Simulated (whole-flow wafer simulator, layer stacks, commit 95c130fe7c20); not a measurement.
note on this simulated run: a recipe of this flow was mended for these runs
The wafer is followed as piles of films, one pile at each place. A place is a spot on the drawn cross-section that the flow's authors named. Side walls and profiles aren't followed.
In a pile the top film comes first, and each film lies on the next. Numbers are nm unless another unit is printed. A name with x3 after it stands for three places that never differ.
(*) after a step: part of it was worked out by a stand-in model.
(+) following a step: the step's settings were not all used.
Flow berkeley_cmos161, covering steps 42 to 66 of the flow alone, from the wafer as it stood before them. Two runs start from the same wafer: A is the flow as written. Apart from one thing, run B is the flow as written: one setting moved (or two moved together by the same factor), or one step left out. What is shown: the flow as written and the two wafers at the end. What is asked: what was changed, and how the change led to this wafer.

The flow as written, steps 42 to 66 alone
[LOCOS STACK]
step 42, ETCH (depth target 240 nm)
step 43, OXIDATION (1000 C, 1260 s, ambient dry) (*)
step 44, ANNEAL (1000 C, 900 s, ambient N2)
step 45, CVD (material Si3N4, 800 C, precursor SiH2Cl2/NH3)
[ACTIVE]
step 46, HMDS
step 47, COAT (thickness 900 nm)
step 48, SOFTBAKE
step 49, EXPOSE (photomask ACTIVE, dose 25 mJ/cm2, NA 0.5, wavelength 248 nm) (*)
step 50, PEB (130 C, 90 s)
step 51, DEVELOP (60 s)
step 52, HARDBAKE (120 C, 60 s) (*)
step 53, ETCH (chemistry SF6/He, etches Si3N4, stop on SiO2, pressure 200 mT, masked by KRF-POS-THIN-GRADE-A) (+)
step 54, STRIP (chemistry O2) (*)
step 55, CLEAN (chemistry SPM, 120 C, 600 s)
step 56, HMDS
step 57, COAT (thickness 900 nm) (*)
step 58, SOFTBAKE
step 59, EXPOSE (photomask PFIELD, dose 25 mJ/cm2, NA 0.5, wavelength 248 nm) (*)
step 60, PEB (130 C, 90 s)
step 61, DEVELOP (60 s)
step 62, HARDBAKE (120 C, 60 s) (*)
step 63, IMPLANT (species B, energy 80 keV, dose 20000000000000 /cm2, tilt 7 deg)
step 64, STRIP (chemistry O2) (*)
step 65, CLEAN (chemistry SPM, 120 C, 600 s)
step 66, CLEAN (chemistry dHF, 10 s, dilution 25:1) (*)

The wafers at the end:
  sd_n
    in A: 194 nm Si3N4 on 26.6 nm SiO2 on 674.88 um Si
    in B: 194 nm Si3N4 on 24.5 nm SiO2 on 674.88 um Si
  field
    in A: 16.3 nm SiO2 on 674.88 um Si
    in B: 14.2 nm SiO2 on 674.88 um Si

Cause: step 43, OXIDATION: 992 C was run, though the flow has 1000 C.

The path from the change to this, step by step:
  step 43, OXIDATION (1000 C, 1260 s, ambient dry) (*)
      field, sd_n, spacer_n and 6 more: A SiO2 gains 26.6 (new film), Si loses 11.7 | B SiO2 gains 24.5 (new film), Si loses 10.8
